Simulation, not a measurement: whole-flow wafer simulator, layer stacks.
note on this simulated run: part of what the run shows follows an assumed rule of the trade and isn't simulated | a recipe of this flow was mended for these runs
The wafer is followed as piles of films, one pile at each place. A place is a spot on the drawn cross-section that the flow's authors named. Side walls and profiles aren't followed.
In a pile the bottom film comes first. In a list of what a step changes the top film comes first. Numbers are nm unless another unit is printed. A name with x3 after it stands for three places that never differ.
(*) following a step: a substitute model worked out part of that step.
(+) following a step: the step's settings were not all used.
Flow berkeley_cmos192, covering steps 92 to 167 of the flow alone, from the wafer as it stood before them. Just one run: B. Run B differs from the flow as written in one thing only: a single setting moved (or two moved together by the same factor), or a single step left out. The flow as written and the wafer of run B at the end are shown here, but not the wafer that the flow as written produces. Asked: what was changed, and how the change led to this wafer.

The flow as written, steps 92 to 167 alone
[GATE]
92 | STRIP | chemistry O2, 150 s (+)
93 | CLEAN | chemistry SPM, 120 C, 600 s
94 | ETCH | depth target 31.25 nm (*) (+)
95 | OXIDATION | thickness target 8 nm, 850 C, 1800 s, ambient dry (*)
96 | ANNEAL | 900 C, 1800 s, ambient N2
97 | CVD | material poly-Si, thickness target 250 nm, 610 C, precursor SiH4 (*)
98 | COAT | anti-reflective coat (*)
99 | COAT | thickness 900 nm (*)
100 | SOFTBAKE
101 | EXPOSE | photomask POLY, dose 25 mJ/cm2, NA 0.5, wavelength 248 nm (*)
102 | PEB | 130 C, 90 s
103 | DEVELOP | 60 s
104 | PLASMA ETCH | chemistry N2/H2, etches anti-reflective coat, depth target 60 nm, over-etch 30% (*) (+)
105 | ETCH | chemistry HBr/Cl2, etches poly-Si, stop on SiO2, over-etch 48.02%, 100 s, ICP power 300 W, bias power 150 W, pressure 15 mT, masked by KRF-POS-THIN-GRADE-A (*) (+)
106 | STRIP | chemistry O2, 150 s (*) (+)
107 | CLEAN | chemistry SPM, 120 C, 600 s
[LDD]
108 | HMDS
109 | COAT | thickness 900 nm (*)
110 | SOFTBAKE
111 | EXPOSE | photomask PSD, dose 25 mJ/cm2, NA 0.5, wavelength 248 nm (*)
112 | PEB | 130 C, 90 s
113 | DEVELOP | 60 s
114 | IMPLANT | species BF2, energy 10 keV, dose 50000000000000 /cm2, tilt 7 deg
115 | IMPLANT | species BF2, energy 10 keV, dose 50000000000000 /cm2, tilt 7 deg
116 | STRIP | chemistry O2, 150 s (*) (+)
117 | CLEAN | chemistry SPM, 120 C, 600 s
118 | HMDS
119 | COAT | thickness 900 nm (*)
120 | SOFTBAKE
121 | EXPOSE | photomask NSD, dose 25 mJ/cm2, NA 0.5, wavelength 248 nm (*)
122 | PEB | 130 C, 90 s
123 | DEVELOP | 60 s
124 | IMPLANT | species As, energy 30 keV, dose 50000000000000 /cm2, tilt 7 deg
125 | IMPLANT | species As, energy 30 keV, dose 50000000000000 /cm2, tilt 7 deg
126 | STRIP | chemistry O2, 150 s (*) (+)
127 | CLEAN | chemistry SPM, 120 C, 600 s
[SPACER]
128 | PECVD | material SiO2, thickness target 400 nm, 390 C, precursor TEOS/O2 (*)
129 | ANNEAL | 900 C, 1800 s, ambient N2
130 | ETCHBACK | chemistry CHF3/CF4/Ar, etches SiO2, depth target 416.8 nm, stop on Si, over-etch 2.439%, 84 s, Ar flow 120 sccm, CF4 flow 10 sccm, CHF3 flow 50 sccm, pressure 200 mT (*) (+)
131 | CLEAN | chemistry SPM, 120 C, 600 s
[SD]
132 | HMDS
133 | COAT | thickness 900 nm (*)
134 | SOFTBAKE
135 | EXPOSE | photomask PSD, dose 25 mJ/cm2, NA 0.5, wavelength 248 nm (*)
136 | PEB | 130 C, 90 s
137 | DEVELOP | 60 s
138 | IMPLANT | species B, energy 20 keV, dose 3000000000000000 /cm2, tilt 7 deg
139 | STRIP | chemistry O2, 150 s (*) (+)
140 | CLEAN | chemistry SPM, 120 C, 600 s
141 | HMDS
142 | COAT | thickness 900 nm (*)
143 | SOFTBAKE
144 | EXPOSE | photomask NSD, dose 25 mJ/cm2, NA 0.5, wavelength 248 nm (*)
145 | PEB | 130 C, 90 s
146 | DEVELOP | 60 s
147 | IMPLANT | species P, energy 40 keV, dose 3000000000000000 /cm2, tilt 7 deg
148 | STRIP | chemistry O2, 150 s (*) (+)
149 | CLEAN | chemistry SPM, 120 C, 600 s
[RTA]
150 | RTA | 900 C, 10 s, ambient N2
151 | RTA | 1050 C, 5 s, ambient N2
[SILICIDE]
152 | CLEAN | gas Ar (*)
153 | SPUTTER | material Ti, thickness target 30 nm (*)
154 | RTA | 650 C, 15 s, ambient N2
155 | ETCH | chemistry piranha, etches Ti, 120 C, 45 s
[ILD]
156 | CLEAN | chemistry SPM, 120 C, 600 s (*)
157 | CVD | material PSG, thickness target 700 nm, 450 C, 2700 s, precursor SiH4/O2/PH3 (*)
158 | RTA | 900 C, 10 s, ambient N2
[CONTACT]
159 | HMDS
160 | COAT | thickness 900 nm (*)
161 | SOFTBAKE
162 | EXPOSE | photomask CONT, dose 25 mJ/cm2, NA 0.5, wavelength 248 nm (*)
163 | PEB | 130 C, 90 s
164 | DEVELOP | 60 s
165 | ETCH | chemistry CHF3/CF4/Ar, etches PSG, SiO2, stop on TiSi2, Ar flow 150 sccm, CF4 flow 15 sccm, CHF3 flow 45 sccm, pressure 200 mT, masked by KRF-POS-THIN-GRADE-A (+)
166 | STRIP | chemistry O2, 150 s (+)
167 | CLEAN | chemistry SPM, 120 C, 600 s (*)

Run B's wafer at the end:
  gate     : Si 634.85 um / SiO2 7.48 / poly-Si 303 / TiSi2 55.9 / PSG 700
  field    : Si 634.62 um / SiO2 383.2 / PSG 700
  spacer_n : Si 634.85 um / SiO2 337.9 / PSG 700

What caused this: step 97, CVD: thickness target 362 nm was run, though the flow has thickness target 250 nm.

The path from the change to this, step by step:
  97 | CVD | material poly-Si, thickness target 250 nm, 610 C, precursor SiH4 (*)
      field, sd_n, spacer_n and 6 more: +362 poly-Si (new film) (it would be, as written: +250 poly-Si (new film))
  98 | COAT | anti-reflective coat (*)
      field: +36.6 anti-reflective coat (new film) (it would be, as written: +35.6 anti-reflective coat (new film))
      sd_n: +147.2 anti-reflective coat (new film) (it would be, as written: +143.3 anti-reflective coat (new film))
      (and at 1 other place as well)
  104 | PLASMA ETCH | chemistry N2/H2, etches anti-reflective coat, depth target 60 nm, over-etch 30% (*) (+)
      field: -36.6 anti-reflective coat (all of it), -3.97 poly-Si (it would be, as written: -35.6 anti-reflective coat (all of it), -3.86 poly-Si)
      sd_n: -147.2 anti-reflective coat (all of it), -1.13 poly-Si (it would be, as written: -143.3 anti-reflective coat (all of it), -1.1 poly-Si)
      (and at 1 other place as well)
  105 | ETCH | chemistry HBr/Cl2, etches poly-Si, stop on SiO2, over-etch 48.02%, 100 s, ICP power 300 W, bias power 150 W, pressure 15 mT, masked by KRF-POS-THIN-GRADE-A (*) (+)
      field: -358 poly-Si (all of it), -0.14 SiO2 (it would be, as written: -246.1 poly-Si (all of it), -1.71 SiO2)
      sd_n: -360.9 poly-Si (all of it), -0.12 SiO2 (it would be, as written: -248.9 poly-Si (all of it), -1.5 SiO2)
      (and at 5 other places as well)
  109 | COAT | thickness 900 nm (*)
      gate: +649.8 KrF-resist (new film) (it would be, as written: +743.5 KrF-resist (new film))
      gate_p: +646.1 KrF-resist (new film) (it would be, as written: +739.8 KrF-resist (new film))
  113 | DEVELOP | 60 s
      gate_p: -644.8 KrF-resist (all of it) (it would be, as written: -738.2 KrF-resist (all of it))
  116 | STRIP | chemistry O2, 150 s (*) (+)
      gate: -633.5 KrF-resist (all of it), +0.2 chemical SiO2, -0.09 poly-Si (it would be, as written: -727 KrF-resist (all of it), +0.2 chemical SiO2, -0.09 poly-Si)
  119 | COAT | thickness 900 nm (*)
      gate: +649.7 KrF-resist (new film) (it would be, as written: +743.4 KrF-resist (new film))
      gate_p: +646 KrF-resist (new film) (it would be, as written: +739.7 KrF-resist (new film))
  123 | DEVELOP | 60 s
      gate: -648.3 KrF-resist (all of it) (it would be, as written: -741.9 KrF-resist (all of it))
  126 | STRIP | chemistry O2, 150 s (*) (+)
      gate_p: -629.7 KrF-resist (all of it), +0.12 chemical SiO2, -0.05 poly-Si (it would be, as written: -723.2 KrF-resist (all of it), +0.12 chemical SiO2, -0.05 poly-Si)
  130 | ETCHBACK | chemistry CHF3/CF4/Ar, etches SiO2, depth target 416.8 nm, stop on Si, over-etch 2.439%, 84 s, Ar flow 120 sccm, CF4 flow 10 sccm, CHF3 flow 50 sccm, pressure 200 mT (*) (+)
      spacer_n, spacer_p: -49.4 SiO2 (it would be, as written: -161 SiO2)
  133 | COAT | thickness 900 nm (*)
      spacer_n: +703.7 KrF-resist (new film) (it would be, as written: +785.3 KrF-resist (new film))
      gate: +685 KrF-resist (new film) (it would be, as written: +764.7 KrF-resist (new film))
      (and at 2 other places as well)
  137 | DEVELOP | 60 s
      spacer_p: -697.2 KrF-resist (all of it) (it would be, as written: -778.4 KrF-resist (all of it))
      gate_p: -678.4 KrF-resist (all of it) (it would be, as written: -757.7 KrF-resist (all of it))
  139 | STRIP | chemistry O2, 150 s (*) (+)
      spacer_n: -687.2 KrF-resist (all of it) (it would be, as written: -768.7 KrF-resist (all of it))
      gate: -668.6 KrF-resist (all of it), +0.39 chemical SiO2, -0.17 poly-Si (it would be, as written: -748.1 KrF-resist (all of it), +0.39 chemical SiO2, -0.17 poly-Si)
  142 | COAT | thickness 900 nm (*)
      spacer_n: +703.7 KrF-resist (new film) (it would be, as written: +785.4 KrF-resist (new film))
      gate: +684.8 KrF-resist (new film) (it would be, as written: +764.6 KrF-resist (new film))
      (and at 2 other places as well)
  146 | DEVELOP | 60 s
      spacer_n: -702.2 KrF-resist (all of it) (it would be, as written: -783.7 KrF-resist (all of it))
      gate: -683.4 KrF-resist (all of it) (it would be, as written: -762.9 KrF-resist (all of it))
  ... 2 other steps ...
  166 | STRIP | chemistry O2, 150 s (+)
      spacer_n: -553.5 KrF-resist (all of it) (it would be, as written: -612.8 KrF-resist (all of it))
      gate: -541.5 KrF-resist (all of it) (it would be, as written: -593.2 KrF-resist (all of it))
      (and at 3 other places as well)
